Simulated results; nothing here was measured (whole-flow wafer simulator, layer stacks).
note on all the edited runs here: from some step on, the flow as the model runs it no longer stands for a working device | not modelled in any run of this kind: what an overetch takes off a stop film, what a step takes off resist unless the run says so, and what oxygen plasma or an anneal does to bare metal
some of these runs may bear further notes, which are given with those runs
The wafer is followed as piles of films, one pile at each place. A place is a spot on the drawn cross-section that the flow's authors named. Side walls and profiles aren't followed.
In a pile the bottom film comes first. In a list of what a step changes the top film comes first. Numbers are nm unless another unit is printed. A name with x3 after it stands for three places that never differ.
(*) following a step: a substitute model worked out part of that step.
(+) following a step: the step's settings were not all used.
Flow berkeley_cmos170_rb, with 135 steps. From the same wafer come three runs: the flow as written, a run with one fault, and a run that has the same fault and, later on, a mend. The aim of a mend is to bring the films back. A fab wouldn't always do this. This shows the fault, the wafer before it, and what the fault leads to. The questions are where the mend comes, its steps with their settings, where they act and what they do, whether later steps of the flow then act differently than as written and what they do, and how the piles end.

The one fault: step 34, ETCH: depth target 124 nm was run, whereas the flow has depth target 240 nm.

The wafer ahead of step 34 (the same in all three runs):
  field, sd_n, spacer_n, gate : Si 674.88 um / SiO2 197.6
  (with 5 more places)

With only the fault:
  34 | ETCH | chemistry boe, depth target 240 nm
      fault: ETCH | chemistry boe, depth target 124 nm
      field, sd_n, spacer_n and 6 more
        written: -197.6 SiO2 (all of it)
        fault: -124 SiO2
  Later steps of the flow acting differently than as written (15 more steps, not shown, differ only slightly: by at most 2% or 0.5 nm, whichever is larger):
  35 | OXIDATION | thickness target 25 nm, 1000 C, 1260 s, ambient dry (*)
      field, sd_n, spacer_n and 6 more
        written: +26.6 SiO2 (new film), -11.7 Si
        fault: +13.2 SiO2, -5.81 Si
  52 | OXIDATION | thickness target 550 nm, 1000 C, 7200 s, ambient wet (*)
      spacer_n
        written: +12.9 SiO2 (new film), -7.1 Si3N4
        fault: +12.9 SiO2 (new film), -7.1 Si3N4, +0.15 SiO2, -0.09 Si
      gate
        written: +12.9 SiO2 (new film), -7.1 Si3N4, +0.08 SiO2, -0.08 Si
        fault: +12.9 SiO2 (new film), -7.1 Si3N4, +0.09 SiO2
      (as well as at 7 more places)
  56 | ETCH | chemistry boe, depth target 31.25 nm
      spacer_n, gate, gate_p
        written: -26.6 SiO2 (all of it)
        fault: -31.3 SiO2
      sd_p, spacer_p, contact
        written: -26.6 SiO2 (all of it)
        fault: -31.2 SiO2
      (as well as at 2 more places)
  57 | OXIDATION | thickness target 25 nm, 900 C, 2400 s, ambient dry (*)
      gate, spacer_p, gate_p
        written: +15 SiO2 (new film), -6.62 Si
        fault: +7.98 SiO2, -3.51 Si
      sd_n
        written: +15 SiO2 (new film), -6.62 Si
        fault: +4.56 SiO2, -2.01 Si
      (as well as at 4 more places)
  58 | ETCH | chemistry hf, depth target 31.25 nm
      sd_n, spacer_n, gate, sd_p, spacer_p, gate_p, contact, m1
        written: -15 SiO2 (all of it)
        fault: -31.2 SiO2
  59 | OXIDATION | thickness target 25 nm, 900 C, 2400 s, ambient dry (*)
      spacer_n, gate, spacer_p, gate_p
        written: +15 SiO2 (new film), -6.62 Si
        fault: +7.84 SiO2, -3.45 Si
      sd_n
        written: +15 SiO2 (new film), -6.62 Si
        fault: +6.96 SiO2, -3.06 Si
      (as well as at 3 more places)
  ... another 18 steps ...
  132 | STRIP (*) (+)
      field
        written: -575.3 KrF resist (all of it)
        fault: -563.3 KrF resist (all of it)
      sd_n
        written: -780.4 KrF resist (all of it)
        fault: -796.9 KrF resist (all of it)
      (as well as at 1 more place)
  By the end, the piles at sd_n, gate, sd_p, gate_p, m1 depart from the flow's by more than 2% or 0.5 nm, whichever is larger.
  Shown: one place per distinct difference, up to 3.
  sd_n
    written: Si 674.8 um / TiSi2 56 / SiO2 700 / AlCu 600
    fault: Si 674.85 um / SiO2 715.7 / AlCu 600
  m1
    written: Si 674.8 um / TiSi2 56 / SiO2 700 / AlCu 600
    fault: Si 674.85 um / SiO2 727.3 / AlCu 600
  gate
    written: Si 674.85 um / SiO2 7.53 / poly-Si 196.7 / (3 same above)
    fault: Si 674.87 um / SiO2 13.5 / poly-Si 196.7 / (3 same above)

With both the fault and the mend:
  After step 34 comes the mend.
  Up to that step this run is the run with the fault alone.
  34a | ETCH | chemistry boe, depth target 116 nm (the flow's step 34 again, with other settings)
      field, sd_n, spacer_n and 6 more
        -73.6 SiO2 (all of it)
  Every later step of the flow that is run acts as written at every place that is followed.
  By the end, the piles equal the flow's at every place that both follow.
